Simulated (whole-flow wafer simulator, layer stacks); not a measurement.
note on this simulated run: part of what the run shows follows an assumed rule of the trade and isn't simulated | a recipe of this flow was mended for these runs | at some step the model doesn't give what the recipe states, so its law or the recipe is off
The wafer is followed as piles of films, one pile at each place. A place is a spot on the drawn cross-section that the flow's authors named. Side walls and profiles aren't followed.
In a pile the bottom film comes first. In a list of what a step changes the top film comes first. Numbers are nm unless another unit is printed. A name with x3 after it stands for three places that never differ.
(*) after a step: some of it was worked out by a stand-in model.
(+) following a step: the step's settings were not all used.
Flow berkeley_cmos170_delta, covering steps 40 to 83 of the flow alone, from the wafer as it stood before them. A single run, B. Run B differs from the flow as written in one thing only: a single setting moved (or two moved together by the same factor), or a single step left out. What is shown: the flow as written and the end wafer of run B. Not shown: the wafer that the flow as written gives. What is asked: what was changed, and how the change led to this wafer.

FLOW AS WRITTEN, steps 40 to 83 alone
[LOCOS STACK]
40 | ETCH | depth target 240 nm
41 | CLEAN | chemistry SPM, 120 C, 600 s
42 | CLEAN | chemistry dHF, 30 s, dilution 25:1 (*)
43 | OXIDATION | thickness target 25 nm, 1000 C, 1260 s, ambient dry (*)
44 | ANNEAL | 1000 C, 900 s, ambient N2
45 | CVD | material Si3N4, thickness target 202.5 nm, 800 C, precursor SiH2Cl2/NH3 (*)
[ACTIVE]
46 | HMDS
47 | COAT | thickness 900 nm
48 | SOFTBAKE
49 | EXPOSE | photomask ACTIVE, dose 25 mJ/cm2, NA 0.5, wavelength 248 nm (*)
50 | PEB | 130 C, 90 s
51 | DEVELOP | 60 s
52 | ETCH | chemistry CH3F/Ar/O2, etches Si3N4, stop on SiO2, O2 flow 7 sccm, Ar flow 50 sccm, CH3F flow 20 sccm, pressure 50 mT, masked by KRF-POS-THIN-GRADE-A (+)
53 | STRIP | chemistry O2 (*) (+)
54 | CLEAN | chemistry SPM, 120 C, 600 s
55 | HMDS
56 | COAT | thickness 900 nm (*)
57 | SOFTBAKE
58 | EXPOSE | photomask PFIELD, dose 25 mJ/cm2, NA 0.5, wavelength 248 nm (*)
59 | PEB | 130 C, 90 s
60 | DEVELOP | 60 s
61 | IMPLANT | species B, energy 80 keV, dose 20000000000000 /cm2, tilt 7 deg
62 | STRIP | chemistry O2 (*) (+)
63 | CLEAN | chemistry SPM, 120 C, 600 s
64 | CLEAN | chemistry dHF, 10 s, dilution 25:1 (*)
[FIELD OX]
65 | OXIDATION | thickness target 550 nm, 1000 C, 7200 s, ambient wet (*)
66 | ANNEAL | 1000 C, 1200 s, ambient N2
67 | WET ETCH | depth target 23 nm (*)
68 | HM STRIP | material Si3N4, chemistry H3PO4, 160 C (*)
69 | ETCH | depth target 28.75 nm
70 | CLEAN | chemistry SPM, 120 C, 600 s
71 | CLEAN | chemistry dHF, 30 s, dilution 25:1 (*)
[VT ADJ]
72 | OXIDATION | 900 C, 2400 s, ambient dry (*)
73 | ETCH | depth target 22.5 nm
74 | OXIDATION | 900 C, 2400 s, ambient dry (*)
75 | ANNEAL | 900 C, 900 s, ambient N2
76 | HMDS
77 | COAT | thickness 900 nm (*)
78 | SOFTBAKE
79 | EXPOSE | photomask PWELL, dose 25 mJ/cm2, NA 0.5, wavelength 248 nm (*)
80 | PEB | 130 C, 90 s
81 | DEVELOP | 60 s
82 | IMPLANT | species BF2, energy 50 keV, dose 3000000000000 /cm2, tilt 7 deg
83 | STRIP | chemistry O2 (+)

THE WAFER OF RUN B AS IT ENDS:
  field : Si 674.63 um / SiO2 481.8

The reason: step 69, ETCH: depth target 18.4 nm was run, whereas the flow has depth target 28.75 nm.

Step by step, how the change led to this:
  69 | ETCH | depth target 28.75 nm
      field: -18.4 SiO2 (in the flow as written it would be: -28.8 SiO2)
